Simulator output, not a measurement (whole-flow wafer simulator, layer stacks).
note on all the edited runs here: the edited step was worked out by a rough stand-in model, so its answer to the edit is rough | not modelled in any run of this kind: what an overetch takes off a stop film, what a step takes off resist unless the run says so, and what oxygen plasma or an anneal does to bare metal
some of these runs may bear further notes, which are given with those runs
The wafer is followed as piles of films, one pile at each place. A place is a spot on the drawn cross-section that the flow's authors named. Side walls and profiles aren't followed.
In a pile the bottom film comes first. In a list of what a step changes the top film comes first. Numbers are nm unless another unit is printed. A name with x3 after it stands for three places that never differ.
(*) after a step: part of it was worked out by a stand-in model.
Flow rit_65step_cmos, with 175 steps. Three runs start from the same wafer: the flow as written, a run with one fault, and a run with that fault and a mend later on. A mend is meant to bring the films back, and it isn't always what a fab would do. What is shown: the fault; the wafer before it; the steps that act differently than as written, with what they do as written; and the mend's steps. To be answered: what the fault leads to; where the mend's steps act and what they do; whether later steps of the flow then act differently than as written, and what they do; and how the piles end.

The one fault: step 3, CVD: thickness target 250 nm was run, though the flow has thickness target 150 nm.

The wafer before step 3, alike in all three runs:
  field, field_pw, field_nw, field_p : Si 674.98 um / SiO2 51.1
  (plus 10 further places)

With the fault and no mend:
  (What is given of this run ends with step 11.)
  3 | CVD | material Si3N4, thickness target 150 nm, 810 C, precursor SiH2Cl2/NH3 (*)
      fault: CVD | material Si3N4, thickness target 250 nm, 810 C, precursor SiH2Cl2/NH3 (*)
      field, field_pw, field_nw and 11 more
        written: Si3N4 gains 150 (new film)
        fault: Si3N4 gains 250 (new film)
  Every later step of the flow up to step 11 that is run acts as written at every place that is followed.
  The piles after step 11 differ from the flow's at field, field_pw, field_nw and 11 more by more than 2% or 0.5 nm, whichever is larger.
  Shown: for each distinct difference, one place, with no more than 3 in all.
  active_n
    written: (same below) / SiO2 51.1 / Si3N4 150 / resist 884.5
    fault: (same below) / SiO2 51.1 / Si3N4 250 / resist 884.5
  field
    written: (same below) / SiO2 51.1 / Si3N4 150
    fault: (same below) / SiO2 51.1 / Si3N4 250

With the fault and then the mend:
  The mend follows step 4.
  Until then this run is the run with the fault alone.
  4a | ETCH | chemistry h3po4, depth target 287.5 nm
      field, field_pw, field_nw and 11 more
        Si3N4 loses 250 (all of it)
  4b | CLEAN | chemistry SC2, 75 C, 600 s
      leaves every film unchanged at each place that is followed
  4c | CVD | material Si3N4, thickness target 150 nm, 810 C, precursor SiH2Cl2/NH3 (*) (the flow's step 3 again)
      field, field_pw, field_nw and 11 more
        Si3N4 gains 150 (new film)
  Every later step of the flow that is run acts as written at every place that is followed.
  At every place that both follow, the piles at the end match the flow's.
